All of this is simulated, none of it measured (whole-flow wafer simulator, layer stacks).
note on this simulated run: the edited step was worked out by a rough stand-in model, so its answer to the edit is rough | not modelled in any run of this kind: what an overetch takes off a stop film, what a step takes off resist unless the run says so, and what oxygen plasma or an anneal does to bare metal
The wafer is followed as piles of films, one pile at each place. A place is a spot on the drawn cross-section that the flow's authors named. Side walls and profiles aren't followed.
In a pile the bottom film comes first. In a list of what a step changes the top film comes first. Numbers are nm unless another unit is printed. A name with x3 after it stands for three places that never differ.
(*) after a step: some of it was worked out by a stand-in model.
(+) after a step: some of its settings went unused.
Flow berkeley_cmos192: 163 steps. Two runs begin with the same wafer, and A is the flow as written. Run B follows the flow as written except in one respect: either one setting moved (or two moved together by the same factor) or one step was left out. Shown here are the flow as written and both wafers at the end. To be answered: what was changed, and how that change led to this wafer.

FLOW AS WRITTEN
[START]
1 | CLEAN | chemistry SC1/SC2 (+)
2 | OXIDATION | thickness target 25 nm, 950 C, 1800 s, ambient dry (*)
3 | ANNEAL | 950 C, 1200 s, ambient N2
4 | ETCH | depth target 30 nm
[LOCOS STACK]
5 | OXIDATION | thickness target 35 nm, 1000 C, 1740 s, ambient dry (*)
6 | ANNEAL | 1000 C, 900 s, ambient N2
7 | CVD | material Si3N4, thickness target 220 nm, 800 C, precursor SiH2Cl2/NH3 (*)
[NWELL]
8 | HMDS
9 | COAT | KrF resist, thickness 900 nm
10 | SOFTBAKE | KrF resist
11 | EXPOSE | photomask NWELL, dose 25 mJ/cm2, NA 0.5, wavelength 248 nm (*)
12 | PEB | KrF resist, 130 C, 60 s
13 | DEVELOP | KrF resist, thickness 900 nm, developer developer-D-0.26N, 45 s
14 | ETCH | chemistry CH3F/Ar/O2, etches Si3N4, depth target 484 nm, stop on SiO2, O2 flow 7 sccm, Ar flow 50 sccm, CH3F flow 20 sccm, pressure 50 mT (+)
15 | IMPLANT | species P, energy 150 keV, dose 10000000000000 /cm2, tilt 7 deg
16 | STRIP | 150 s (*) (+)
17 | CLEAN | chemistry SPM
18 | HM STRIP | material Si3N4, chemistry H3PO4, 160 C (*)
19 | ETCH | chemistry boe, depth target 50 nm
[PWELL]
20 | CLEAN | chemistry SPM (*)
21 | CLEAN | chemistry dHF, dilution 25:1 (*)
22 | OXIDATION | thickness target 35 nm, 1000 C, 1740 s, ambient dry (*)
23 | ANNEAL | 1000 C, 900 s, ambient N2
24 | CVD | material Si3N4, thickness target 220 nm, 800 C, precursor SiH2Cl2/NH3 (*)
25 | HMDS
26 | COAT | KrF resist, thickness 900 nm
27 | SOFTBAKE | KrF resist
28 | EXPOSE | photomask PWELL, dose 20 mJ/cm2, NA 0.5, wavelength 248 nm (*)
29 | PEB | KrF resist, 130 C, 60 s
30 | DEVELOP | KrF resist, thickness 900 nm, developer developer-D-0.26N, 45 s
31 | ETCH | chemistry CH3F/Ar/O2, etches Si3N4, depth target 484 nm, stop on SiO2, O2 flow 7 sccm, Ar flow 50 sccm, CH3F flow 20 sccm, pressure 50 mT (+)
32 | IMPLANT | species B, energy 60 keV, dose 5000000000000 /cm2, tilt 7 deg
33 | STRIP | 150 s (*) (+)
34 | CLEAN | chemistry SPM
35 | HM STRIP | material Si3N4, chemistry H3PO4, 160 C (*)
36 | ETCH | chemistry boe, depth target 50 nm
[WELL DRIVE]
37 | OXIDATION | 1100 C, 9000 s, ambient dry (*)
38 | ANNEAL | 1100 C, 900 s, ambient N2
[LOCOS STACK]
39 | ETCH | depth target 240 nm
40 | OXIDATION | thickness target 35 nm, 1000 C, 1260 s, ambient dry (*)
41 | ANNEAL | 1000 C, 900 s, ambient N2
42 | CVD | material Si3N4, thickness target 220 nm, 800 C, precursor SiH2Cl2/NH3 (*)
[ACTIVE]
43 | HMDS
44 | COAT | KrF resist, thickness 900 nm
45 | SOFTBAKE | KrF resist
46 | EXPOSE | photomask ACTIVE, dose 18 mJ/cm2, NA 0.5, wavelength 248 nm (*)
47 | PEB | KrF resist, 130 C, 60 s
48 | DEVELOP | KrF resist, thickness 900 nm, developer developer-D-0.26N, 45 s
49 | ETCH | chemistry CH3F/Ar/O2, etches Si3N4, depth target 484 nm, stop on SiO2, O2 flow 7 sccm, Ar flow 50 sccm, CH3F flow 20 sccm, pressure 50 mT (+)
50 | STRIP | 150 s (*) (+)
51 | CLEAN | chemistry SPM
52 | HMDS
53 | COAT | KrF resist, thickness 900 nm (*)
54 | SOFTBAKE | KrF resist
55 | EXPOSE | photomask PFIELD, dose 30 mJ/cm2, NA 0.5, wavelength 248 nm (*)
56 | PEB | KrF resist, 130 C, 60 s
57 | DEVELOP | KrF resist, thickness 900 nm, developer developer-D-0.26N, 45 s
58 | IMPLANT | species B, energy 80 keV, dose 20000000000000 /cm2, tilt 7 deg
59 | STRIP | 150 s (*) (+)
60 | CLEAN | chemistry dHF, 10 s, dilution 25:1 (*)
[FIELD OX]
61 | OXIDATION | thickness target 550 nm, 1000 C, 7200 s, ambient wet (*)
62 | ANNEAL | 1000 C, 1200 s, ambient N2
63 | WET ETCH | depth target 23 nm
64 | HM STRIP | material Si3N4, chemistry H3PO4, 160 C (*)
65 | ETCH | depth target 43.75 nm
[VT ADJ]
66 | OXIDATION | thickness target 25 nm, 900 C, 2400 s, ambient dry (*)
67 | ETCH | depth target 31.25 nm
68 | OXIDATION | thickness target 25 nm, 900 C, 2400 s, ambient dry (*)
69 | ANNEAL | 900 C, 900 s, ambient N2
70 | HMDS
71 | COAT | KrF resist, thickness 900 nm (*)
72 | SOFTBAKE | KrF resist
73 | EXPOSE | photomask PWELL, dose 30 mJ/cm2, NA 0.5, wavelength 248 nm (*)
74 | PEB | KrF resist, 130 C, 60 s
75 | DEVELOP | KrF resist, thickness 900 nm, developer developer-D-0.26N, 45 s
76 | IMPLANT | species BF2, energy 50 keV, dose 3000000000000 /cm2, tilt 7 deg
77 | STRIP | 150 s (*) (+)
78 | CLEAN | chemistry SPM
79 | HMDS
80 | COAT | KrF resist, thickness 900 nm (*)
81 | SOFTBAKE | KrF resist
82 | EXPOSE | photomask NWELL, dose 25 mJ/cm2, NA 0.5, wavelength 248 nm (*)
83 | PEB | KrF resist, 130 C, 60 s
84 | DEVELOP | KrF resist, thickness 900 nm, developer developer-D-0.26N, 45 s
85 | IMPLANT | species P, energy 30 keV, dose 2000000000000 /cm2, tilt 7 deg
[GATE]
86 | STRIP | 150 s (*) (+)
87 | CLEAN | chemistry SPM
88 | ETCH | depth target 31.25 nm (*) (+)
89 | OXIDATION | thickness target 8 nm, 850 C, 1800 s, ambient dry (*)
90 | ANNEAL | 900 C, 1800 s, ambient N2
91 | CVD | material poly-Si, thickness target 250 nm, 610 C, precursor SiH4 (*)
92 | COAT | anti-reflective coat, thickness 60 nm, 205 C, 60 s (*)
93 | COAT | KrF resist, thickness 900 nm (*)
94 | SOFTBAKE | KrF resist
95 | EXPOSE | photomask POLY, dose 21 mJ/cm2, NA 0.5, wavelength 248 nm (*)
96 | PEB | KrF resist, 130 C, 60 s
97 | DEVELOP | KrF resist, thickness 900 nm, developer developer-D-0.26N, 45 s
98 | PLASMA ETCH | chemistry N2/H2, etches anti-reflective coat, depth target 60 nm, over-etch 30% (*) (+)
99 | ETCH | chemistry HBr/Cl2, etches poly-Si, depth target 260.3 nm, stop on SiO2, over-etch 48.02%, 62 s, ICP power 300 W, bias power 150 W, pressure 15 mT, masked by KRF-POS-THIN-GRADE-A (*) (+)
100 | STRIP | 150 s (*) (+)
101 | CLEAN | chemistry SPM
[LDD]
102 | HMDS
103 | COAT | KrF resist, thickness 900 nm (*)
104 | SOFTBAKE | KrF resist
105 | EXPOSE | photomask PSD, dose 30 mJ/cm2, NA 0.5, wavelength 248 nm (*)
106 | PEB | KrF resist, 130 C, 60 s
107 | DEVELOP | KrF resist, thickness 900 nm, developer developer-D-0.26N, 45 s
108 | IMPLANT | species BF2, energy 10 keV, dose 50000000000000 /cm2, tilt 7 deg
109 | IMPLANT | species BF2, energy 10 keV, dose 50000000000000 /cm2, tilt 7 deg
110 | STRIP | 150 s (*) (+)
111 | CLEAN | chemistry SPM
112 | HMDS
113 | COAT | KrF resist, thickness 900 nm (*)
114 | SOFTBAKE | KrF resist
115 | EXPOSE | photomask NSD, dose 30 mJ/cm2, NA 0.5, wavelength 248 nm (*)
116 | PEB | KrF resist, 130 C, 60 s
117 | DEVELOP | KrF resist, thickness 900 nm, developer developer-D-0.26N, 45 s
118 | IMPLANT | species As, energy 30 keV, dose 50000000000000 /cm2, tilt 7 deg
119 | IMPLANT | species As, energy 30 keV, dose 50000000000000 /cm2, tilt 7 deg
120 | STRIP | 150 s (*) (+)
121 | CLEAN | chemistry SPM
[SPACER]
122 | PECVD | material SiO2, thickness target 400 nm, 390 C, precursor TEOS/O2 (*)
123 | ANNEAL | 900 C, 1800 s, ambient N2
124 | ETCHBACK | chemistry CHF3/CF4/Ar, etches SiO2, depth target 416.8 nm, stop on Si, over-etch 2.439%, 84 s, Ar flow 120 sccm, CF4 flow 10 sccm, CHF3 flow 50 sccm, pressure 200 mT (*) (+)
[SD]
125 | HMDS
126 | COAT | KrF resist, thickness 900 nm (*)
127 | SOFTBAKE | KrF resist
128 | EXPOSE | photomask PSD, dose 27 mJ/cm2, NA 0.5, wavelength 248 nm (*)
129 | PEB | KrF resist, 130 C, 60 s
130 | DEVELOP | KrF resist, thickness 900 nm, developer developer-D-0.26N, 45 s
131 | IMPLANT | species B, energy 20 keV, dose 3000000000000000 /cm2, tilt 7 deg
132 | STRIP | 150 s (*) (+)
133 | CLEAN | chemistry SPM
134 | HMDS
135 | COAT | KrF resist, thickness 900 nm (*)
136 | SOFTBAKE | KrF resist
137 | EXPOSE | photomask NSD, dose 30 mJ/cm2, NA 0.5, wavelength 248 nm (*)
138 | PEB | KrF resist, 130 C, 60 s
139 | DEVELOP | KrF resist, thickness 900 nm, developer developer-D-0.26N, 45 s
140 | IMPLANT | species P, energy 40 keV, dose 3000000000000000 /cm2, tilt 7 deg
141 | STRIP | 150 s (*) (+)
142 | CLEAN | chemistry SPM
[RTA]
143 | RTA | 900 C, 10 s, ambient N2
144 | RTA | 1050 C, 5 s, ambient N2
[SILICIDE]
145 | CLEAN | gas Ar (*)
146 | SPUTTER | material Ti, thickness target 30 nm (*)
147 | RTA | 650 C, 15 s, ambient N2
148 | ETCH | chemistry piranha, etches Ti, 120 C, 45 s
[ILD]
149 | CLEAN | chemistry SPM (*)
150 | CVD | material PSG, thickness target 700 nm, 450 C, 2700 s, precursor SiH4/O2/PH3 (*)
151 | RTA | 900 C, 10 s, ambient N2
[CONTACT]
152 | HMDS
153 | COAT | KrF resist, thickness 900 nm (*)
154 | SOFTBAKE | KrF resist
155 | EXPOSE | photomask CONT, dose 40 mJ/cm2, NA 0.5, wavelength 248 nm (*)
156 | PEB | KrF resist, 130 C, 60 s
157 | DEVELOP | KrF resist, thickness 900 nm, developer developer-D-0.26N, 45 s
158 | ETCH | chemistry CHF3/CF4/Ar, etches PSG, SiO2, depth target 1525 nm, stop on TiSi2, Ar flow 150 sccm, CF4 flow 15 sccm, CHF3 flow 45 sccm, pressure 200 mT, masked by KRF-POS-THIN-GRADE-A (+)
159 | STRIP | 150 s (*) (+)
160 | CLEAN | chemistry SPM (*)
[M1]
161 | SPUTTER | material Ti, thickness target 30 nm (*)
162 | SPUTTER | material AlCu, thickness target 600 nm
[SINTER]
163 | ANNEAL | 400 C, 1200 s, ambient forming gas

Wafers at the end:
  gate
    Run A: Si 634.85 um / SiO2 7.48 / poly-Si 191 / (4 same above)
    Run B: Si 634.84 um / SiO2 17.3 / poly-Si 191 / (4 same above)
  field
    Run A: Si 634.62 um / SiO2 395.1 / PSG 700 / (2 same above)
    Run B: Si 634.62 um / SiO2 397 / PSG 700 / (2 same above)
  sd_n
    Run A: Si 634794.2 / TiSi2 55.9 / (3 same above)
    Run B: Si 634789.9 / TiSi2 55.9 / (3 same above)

Cause: step 89, OXIDATION: 935 C was run, while the flow as written has 850 C.

The path from the change to this, step by step:
  89 | OXIDATION | thickness target 8 nm, 850 C, 1800 s, ambient dry (*)
      sd_n, spacer_n, gate, sd_p, spacer_p, gate_p, contact, m1: A SiO2 gains 7.48 (new film), Si loses 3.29 | B SiO2 gains 17.3 (new film), Si loses 7.63
      field: A SiO2 gains 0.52, Si loses 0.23 | B SiO2 gains 2.44, Si loses 1.07
  92 | COAT | anti-reflective coat, thickness 60 nm, 205 C, 60 s (*)
      sd_n: A anti-reflective coat gains 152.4 (new film) | B anti-reflective coat gains 149.1 (new film)
      spacer_n: A anti-reflective coat gains 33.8 (new film) | B anti-reflective coat gains 34.9 (new film)
      (and at 3 other places as well)
  98 | PLASMA ETCH | chemistry N2/H2, etches anti-reflective coat, depth target 60 nm, over-etch 30% (*) (+)
      sd_n: A anti-reflective coat loses 152.4 (all of it), poly-Si loses 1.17 | B anti-reflective coat loses 149.1 (all of it), poly-Si loses 1.15
      spacer_n: A anti-reflective coat loses 33.8 (all of it), poly-Si loses 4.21 | B anti-reflective coat loses 34.9 (all of it), poly-Si loses 4.08
      (and at 1 other place as well)
  100 | STRIP | 150 s (*) (+)
      gate: A chemical SiO2 gains 1.15 (new film), KrF resist loses 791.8 (all of it), anti-reflective coat loses 30 (all of it), poly-Si loses 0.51 | B chemical SiO2 gains 1.15 (new film), KrF resist loses 788.1 (all of it), anti-reflective coat loses 31.2 (all of it), poly-Si loses 0.51
      gate_p: A chemical SiO2 gains 1.15 (new film), KrF resist loses 765.1 (all of it), anti-reflective coat loses 31 (all of it), poly-Si loses 0.51 | B chemical SiO2 gains 1.15 (new film), KrF resist loses 762.6 (all of it), anti-reflective coat loses 31.9 (all of it), poly-Si loses 0.51
  124 | ETCHBACK | chemistry CHF3/CF4/Ar, etches SiO2, depth target 416.8 nm, stop on Si, over-etch 2.439%, 84 s, Ar flow 120 sccm, CF4 flow 10 sccm, CHF3 flow 50 sccm, pressure 200 mT (*) (+)
      sd_n: A SiO2 loses 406 (all of it) | B SiO2 loses 415.8 (all of it)
      sd_p: A SiO2 loses 391.4 (all of it) | B SiO2 loses 401.6 (all of it)
      (and at 2 other places as well)
